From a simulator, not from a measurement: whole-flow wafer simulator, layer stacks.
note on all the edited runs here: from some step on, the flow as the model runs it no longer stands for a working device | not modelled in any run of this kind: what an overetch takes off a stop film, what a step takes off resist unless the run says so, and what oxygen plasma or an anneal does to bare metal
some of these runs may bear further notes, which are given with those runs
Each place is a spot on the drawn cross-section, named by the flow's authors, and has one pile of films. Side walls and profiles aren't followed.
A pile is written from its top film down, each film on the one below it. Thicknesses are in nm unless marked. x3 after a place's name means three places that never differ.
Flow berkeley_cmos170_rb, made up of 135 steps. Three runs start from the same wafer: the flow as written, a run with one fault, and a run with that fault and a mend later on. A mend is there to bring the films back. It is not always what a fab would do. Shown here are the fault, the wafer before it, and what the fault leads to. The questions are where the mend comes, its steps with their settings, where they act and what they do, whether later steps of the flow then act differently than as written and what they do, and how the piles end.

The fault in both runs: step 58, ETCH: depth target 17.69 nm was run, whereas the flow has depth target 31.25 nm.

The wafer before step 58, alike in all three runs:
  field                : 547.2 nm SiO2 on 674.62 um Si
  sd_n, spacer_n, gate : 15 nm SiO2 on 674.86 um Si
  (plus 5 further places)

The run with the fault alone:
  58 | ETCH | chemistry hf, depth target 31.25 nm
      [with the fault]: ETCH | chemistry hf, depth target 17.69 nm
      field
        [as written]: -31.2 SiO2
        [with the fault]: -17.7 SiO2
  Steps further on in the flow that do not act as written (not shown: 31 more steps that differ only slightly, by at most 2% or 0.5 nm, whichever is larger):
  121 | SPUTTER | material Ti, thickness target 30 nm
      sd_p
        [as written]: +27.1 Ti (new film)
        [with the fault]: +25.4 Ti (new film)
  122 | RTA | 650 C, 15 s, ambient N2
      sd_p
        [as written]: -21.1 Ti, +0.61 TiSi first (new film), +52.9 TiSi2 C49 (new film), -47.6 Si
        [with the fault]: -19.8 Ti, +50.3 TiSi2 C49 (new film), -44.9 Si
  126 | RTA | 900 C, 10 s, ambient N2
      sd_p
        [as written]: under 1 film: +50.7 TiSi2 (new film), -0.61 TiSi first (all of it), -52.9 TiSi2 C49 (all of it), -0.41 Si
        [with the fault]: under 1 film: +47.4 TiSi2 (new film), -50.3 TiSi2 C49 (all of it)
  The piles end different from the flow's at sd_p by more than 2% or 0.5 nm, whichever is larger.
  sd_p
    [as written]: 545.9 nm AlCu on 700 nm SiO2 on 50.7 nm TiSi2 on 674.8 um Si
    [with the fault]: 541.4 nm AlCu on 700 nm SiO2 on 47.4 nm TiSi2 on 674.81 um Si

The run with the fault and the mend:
  The mend follows step 58.
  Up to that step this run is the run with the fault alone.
  58a | ETCH | chemistry hf, depth target 13.56 nm (a further turn of the flow's step 58, with different settings)
      field
        -13.6 SiO2
  None of the later steps of the flow differs from how it acts as written, at any place that is followed, by more than 2% or 0.5 nm, whichever is larger.
  At every place that both follow, the piles at the end match the flow's.
